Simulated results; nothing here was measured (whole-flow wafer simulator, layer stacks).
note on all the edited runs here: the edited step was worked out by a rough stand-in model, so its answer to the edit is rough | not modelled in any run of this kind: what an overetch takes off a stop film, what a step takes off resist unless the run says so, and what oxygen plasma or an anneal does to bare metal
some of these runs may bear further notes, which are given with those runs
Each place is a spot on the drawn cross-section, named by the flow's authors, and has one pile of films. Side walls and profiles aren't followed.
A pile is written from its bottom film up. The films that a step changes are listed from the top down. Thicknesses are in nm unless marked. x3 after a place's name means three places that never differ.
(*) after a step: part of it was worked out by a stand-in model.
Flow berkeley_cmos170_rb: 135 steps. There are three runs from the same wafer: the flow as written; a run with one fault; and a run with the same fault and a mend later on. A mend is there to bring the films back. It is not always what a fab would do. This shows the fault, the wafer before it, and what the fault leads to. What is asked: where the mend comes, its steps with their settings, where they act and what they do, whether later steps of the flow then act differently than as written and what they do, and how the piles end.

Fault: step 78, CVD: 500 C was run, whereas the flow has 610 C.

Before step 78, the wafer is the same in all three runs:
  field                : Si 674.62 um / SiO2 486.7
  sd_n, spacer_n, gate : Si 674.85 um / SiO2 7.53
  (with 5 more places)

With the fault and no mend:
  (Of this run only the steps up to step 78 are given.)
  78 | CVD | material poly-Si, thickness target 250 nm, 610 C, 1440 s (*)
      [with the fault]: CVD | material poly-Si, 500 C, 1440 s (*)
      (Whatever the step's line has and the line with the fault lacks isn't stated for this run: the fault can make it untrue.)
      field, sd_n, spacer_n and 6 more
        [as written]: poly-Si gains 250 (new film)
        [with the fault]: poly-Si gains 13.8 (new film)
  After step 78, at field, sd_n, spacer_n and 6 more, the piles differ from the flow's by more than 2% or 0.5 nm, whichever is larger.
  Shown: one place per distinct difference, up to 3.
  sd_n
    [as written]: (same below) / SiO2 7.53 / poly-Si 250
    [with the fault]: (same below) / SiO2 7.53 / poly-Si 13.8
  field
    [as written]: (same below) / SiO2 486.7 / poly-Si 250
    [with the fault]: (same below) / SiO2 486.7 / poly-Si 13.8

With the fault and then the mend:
  After step 78 comes the mend.
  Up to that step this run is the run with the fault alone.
  78a | ETCH | chemistry tmah, depth target 15.91 nm
      field, sd_n, spacer_n and 6 more
        poly-Si loses 13.8 (all of it)
  78b | CLEAN (*) (a further turn of the flow's step 74)
      leaves every film unchanged at each place that is followed
  78c | CVD | material poly-Si, thickness target 250 nm, 610 C, 1440 s (*) (a further turn of the flow's step 78)
      field, sd_n, spacer_n and 6 more
        poly-Si gains 250 (new film)
  Later steps of the flow that are run all act as written at every place that is followed, up to a difference of at most 2% or 0.5 nm, whichever is larger.
  The piles end the same as the flow's at every place that both follow.
